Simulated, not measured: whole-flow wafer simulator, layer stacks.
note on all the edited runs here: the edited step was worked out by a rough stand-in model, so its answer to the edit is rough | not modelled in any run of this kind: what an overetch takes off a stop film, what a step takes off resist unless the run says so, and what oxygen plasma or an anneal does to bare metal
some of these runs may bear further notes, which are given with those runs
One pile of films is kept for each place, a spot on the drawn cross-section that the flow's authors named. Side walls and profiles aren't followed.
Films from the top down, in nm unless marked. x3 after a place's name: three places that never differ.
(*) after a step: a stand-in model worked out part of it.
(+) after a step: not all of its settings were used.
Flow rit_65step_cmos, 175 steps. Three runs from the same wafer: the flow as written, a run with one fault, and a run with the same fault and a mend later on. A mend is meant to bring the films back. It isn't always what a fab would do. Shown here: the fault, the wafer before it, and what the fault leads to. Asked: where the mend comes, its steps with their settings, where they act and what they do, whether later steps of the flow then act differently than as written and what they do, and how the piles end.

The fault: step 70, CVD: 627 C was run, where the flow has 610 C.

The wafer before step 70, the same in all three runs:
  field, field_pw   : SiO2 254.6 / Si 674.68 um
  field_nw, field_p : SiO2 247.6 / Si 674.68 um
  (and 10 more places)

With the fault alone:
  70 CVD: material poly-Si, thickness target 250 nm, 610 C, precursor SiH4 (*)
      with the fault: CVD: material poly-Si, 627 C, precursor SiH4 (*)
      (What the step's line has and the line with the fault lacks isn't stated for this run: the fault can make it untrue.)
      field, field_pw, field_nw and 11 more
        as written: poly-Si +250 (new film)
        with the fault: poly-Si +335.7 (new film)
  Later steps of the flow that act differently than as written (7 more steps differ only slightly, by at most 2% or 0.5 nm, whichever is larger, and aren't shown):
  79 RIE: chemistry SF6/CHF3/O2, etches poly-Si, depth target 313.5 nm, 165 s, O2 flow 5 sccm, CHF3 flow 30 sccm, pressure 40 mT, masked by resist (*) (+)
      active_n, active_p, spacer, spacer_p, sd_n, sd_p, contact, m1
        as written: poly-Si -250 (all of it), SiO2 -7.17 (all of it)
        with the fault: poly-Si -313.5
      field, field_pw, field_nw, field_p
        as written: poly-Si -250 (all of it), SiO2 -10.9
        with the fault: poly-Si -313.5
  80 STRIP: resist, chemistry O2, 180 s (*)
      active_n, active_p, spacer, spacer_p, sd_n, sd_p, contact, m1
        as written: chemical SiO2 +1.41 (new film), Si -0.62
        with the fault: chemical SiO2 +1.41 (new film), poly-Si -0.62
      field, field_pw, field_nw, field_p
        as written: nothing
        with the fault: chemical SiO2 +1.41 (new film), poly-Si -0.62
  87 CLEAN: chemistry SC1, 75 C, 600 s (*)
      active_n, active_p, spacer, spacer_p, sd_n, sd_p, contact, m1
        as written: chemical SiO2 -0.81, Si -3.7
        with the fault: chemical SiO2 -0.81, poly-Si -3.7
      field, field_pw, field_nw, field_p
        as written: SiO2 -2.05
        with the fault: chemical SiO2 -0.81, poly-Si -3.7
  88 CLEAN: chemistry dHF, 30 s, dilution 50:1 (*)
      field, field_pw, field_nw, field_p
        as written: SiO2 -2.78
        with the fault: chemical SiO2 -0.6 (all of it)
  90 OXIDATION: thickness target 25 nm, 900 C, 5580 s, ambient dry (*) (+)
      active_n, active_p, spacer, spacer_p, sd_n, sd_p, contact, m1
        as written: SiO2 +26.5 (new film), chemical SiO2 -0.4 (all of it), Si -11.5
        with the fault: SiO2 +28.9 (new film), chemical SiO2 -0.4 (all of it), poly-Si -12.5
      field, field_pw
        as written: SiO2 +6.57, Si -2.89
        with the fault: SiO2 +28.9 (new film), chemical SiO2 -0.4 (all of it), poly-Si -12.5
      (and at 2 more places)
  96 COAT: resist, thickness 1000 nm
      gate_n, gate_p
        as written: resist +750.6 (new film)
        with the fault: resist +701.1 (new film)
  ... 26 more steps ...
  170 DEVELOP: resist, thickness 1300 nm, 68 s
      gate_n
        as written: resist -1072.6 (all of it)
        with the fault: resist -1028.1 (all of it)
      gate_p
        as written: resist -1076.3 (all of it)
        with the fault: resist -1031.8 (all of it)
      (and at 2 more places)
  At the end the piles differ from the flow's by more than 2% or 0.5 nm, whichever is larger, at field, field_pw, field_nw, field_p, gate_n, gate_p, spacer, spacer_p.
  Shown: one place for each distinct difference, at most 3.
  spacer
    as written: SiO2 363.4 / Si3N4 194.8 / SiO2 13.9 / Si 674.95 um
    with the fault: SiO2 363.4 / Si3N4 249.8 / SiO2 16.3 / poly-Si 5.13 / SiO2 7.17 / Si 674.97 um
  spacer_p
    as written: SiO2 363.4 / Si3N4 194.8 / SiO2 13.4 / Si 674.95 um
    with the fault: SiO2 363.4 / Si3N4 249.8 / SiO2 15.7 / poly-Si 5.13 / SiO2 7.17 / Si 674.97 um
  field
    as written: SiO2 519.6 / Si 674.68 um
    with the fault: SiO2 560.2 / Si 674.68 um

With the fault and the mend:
  The mend comes after step 71.
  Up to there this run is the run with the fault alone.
  71a ETCH: chemistry tmah, depth target 85.66 nm
      field, field_pw, field_nw and 11 more
        poly-Si -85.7
  No later step of the flow acts differently than as written at any place that is followed.
  At the end the piles are the same as the flow's at every place that both follow.
